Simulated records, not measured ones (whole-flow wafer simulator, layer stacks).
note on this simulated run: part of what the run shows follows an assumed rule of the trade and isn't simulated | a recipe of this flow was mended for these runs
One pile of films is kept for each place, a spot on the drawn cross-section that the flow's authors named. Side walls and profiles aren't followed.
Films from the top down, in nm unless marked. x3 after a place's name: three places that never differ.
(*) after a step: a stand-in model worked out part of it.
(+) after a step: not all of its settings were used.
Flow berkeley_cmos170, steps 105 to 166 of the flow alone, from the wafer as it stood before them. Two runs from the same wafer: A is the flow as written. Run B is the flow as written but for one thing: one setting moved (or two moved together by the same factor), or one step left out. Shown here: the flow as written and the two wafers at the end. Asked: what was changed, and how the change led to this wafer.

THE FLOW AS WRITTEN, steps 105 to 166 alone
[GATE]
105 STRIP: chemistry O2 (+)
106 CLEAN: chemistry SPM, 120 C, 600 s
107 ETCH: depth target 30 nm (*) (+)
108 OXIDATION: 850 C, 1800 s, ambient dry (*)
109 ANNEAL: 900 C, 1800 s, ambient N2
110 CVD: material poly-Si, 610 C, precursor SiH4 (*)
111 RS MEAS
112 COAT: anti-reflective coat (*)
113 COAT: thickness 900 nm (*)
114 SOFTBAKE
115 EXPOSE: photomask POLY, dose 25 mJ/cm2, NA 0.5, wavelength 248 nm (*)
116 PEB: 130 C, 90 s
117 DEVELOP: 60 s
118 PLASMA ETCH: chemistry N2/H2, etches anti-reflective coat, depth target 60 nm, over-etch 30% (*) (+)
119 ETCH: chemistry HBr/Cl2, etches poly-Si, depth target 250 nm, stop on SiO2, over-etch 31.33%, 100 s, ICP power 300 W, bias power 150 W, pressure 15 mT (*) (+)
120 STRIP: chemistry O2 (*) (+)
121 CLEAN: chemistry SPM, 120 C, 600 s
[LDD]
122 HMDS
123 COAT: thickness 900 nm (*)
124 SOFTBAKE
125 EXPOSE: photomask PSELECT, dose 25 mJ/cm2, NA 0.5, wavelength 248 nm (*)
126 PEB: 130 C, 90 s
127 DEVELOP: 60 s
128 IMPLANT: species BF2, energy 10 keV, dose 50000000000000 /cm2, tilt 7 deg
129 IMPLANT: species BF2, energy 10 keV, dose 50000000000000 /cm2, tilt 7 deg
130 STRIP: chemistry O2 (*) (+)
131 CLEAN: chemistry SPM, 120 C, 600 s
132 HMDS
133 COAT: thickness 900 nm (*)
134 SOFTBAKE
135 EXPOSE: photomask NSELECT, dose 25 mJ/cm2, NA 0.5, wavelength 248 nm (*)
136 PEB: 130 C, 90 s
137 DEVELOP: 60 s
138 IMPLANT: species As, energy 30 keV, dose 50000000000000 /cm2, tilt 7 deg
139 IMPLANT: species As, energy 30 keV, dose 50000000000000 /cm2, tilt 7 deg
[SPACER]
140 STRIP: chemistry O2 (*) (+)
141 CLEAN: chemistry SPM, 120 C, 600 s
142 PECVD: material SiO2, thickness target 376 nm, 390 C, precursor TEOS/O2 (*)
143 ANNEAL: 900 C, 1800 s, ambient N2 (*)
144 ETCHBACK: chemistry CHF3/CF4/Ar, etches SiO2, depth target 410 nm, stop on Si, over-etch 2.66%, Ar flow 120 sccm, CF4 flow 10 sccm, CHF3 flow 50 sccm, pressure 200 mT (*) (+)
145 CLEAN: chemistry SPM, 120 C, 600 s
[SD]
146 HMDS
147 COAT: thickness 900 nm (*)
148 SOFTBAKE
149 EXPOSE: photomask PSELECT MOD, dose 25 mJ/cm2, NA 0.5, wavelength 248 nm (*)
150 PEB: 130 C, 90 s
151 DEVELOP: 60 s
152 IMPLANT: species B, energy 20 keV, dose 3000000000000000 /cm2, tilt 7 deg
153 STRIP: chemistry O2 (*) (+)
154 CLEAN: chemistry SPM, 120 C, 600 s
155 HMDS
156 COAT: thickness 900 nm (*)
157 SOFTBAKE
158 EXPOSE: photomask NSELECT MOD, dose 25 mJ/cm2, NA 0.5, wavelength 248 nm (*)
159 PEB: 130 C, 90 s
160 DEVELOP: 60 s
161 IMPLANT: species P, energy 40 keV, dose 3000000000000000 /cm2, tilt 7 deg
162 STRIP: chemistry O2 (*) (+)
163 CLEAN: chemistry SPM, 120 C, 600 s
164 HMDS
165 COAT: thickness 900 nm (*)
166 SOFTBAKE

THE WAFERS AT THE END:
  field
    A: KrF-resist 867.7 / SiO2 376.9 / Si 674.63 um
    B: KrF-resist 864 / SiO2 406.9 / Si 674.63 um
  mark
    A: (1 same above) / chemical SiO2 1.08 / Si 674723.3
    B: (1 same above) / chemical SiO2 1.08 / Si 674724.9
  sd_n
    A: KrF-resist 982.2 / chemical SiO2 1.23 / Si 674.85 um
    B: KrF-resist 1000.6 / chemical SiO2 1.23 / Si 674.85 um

The cause: step 107, ETCH: depth target 30 nm (*) (+), was left out.

How the change led to this, step by step:
  108 OXIDATION: 850 C, 1800 s, ambient dry (*)
      mark, sd_n, spacer_n and 9 more: A SiO2 +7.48 (new film), Si -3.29 | B SiO2 +3.85, Si -1.69
  112 COAT: anti-reflective coat (*)
      field: A anti-reflective coat +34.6 (new film) | B anti-reflective coat +35.7 (new film)
      sd_n: A anti-reflective coat +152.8 (new film) | B anti-reflective coat +169.5 (new film)
      (and at 7 more places)
  118 PLASMA ETCH: chemistry N2/H2, etches anti-reflective coat, depth target 60 nm, over-etch 30% (*) (+)
      field: A anti-reflective coat -34.6 (all of it), poly-Si -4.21 | B anti-reflective coat -35.7 (all of it), poly-Si -4.73
      mark: A anti-reflective coat -60 (all of it), poly-Si -3.55 | B anti-reflective coat -60 (all of it), poly-Si -4.11
      (and at 9 more places)
  120 STRIP: chemistry O2 (*) (+)
      gate_n: A chemical SiO2 +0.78 (new film), KrF-resist -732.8 (all of it), anti-reflective coat -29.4 (all of it), poly-Si -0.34 | B chemical SiO2 +0.78 (new film), KrF-resist -748.8 (all of it), anti-reflective coat -25.1 (all of it), poly-Si -0.34
      gate_p: A chemical SiO2 +0.78 (new film), KrF-resist -704.7 (all of it), anti-reflective coat -31.1 (all of it), poly-Si -0.34 | B chemical SiO2 +0.78 (new film), KrF-resist -713.9 (all of it), anti-reflective coat -28.5 (all of it), poly-Si -0.34
  144 ETCHBACK: chemistry CHF3/CF4/Ar, etches SiO2, depth target 410 nm, stop on Si, over-etch 2.66%, Ar flow 120 sccm, CF4 flow 10 sccm, CHF3 flow 50 sccm, pressure 200 mT (*) (+)
      mark, sd_n, sd_p, contact, m1, via1, m2, via2: A SiO2 -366 (all of it), Si -3.55 | B SiO2 -377.3 (all of it), Si -3.55
